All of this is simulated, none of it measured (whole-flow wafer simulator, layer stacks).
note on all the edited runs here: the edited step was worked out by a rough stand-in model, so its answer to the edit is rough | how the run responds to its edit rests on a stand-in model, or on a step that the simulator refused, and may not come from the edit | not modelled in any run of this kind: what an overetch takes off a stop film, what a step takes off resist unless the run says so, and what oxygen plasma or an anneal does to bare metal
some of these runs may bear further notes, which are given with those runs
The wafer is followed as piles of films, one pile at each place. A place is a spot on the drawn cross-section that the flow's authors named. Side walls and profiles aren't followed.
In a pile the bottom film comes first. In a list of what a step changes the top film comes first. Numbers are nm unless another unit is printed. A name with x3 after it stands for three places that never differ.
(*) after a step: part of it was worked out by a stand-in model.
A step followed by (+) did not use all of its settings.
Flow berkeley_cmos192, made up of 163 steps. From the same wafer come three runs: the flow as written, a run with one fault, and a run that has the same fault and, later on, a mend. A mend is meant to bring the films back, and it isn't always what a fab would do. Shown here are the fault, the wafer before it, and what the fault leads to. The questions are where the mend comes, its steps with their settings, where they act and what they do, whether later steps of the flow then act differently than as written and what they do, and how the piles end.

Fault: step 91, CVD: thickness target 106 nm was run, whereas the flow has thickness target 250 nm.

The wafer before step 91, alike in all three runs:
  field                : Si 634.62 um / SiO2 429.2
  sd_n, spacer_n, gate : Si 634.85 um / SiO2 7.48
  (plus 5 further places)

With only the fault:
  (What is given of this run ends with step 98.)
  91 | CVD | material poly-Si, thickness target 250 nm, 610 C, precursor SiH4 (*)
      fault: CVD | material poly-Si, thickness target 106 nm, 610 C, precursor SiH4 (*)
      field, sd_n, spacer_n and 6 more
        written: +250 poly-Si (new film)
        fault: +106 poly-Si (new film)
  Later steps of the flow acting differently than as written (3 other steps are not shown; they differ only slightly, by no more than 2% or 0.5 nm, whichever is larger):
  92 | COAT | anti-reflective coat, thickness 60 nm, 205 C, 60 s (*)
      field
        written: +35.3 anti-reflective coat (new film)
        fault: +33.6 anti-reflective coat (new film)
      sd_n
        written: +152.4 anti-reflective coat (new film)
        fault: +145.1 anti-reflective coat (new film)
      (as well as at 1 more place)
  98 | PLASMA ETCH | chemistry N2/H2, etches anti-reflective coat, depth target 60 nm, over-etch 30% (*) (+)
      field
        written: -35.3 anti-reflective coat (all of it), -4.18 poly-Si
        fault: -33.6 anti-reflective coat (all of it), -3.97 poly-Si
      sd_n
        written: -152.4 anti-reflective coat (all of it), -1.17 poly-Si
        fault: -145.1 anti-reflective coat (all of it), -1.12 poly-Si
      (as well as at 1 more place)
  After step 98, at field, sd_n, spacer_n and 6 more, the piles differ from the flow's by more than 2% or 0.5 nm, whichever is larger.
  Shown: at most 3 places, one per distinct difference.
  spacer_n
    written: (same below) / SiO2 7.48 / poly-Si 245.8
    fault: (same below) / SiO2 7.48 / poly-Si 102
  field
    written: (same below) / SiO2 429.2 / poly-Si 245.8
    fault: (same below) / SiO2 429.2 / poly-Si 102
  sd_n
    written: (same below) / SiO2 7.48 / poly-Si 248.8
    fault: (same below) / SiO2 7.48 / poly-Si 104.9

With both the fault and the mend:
  The mend follows step 91.
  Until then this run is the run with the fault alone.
  91a | ETCH | chemistry tmah, depth target 121.9 nm
      field, sd_n, spacer_n and 6 more
        -106 poly-Si (all of it)
  91b | CLEAN | chemistry SPM (*) (a further turn of the flow's step 87)
      leaves every film unchanged at each place that is followed
  91c | CVD | material poly-Si, thickness target 250 nm, 610 C, precursor SiH4 (*) (a further turn of the flow's step 91)
      field, sd_n, spacer_n and 6 more
        +250 poly-Si (new film)
  Later steps of the flow that are run all act as written at every place that is followed, up to a difference of at most 2% or 0.5 nm, whichever is larger.
  By the end, the piles equal the flow's at every place that both follow.
